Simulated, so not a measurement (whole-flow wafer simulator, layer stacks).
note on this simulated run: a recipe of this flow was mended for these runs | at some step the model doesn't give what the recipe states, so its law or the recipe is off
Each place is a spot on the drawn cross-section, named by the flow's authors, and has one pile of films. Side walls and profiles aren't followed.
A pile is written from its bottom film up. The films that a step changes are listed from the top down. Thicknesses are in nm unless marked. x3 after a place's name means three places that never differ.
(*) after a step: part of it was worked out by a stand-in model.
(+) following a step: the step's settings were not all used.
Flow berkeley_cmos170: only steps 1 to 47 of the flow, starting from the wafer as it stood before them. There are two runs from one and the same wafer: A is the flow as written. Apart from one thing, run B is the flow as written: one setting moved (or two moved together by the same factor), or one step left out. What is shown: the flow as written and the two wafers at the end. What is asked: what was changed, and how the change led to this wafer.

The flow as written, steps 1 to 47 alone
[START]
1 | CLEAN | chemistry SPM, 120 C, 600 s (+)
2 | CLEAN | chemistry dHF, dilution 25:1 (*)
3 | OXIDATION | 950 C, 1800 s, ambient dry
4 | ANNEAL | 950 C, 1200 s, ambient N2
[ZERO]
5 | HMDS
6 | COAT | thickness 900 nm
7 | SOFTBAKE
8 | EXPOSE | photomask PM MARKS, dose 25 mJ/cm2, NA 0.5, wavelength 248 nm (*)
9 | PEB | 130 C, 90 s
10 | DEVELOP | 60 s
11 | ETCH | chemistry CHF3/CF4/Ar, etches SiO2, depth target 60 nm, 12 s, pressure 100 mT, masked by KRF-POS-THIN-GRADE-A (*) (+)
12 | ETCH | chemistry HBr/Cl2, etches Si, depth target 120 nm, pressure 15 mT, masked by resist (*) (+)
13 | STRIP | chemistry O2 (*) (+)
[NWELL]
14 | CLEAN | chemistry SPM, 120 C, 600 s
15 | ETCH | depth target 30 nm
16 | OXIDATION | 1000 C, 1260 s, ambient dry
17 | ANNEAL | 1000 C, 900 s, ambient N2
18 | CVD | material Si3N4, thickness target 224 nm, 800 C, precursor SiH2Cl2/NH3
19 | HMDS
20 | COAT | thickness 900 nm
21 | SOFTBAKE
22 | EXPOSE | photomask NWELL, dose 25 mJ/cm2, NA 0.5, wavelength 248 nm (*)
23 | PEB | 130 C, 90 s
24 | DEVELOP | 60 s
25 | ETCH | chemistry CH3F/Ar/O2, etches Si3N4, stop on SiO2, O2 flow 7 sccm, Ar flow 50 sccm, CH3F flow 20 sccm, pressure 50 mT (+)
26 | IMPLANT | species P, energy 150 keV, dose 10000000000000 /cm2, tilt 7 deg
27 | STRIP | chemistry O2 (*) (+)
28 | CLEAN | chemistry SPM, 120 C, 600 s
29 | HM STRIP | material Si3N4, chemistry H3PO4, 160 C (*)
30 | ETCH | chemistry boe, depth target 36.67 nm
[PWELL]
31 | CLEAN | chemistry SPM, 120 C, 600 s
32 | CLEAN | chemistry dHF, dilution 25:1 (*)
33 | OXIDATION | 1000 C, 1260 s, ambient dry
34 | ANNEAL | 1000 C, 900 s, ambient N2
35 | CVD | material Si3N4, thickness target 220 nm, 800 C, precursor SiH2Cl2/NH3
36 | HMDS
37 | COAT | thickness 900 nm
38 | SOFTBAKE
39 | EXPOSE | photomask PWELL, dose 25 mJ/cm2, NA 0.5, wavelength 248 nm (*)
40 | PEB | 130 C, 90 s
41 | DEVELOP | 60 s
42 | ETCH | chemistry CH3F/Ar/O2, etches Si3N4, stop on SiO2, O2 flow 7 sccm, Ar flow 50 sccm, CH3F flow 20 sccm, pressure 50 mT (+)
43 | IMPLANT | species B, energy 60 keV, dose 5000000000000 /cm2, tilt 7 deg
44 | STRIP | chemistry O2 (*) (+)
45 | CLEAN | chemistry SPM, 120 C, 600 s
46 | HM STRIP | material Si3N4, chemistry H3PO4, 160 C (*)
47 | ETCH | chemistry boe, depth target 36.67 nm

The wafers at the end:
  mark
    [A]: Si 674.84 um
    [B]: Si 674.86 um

The reason: step 12, ETCH: depth target 108 nm was run, whereas the flow has depth target 120 nm.

How this came from the change, step by step:
  12 | ETCH | chemistry HBr/Cl2, etches Si, depth target 120 nm, pressure 15 mT, masked by resist (*) (+)
      field x9, sd_p x3: A -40 KrF-resist | B -36 KrF-resist
      mark: A -120 Si | B -108 Si
